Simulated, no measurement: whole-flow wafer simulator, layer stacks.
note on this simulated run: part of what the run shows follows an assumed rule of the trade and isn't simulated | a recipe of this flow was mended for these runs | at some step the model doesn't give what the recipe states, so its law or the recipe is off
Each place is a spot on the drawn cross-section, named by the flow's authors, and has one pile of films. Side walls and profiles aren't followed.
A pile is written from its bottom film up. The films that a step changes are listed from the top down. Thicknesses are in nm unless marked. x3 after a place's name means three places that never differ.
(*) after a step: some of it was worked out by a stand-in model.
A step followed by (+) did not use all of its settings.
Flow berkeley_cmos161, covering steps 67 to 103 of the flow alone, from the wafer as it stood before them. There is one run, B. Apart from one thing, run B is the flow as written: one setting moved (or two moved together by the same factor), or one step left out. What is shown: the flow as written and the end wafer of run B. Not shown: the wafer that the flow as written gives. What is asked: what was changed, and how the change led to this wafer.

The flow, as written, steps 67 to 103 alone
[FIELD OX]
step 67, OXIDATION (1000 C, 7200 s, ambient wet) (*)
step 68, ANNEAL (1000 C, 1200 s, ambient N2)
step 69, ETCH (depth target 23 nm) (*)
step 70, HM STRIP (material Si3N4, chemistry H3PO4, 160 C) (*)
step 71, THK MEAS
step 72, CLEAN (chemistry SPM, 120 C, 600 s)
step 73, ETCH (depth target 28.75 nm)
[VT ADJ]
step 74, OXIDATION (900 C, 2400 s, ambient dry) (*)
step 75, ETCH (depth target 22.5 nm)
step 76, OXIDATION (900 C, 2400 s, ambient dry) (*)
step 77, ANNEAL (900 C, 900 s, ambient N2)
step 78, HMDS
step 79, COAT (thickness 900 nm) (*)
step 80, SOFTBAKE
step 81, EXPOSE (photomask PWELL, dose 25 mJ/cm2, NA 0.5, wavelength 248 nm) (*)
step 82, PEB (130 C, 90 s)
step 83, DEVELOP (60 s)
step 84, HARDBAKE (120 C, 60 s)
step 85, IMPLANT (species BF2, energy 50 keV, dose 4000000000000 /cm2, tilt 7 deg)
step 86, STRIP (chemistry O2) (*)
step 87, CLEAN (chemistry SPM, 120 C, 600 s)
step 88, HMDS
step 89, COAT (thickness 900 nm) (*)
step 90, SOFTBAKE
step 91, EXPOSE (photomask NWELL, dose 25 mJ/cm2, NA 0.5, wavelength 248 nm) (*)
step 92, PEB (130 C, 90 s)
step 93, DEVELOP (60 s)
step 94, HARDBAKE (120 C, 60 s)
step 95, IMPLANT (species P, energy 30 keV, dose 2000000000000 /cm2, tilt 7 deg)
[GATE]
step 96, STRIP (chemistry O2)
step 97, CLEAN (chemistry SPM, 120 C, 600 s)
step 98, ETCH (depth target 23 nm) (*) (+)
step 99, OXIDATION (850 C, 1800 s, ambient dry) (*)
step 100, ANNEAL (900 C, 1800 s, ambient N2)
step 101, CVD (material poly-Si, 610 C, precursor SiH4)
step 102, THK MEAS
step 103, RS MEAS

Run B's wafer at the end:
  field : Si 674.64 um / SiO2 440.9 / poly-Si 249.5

What caused this: step 73, ETCH: depth target 41.69 nm was run, though the flow has depth target 28.75 nm.

Step by step, how the change led to this:
  step 73, ETCH (depth target 28.75 nm)
      field: SiO2 loses 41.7 (it would be, as written: SiO2 loses 28.7)
